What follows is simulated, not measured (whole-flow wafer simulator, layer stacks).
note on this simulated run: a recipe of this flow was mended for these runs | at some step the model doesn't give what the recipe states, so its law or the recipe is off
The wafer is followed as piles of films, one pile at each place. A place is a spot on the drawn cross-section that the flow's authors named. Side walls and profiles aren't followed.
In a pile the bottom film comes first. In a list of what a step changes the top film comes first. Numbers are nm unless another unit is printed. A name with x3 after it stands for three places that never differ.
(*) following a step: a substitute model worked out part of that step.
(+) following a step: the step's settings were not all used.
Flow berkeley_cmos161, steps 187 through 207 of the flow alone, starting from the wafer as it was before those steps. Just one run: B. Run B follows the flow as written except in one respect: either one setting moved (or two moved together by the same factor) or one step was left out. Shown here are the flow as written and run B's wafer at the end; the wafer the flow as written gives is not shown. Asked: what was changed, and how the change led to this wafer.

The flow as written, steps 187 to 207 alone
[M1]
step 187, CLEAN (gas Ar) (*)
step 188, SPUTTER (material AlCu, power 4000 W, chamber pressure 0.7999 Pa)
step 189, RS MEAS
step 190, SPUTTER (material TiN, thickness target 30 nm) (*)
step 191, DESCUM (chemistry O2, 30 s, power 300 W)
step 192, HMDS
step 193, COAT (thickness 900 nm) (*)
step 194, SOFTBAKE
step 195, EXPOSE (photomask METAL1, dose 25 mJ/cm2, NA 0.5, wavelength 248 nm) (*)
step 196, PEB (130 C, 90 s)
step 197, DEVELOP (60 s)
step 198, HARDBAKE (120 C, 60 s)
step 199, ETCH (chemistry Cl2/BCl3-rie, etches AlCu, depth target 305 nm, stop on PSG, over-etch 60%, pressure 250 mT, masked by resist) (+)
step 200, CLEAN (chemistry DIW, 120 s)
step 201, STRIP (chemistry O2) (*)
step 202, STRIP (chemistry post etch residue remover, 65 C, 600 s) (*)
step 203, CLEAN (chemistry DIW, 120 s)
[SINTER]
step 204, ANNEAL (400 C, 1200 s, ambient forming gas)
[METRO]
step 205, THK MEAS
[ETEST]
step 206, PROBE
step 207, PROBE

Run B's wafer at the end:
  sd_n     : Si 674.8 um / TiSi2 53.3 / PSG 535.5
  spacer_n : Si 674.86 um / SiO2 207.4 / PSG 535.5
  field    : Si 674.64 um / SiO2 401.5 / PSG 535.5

Cause: step 199, ETCH: over-etch 24% was run, though the flow has over-etch 60%.

Step by step, how the change led to this:
  step 199, ETCH (chemistry Cl2/BCl3-rie, etches AlCu, depth target 305 nm, stop on PSG, over-etch 60%, pressure 250 mT, masked by resist) (+)
      field, sd_n, spacer_n, gate_n, spacer_p, gate_p: -30 TiN (all of it), -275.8 AlCu (all of it), -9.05 PSG (as written it would have been: -30 TiN (all of it), -275.8 AlCu (all of it), -22.8 PSG)
      contact, m1: -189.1 KrF-resist (as written it would have been: -244 KrF-resist)
      (as well as at 1 more place)
  step 201, STRIP (chemistry O2) (*)
      contact: -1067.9 KrF-resist (all of it) (as written it would have been: -1013 KrF-resist (all of it))
      m1: -592.4 KrF-resist (all of it) (as written it would have been: -537.5 KrF-resist (all of it))
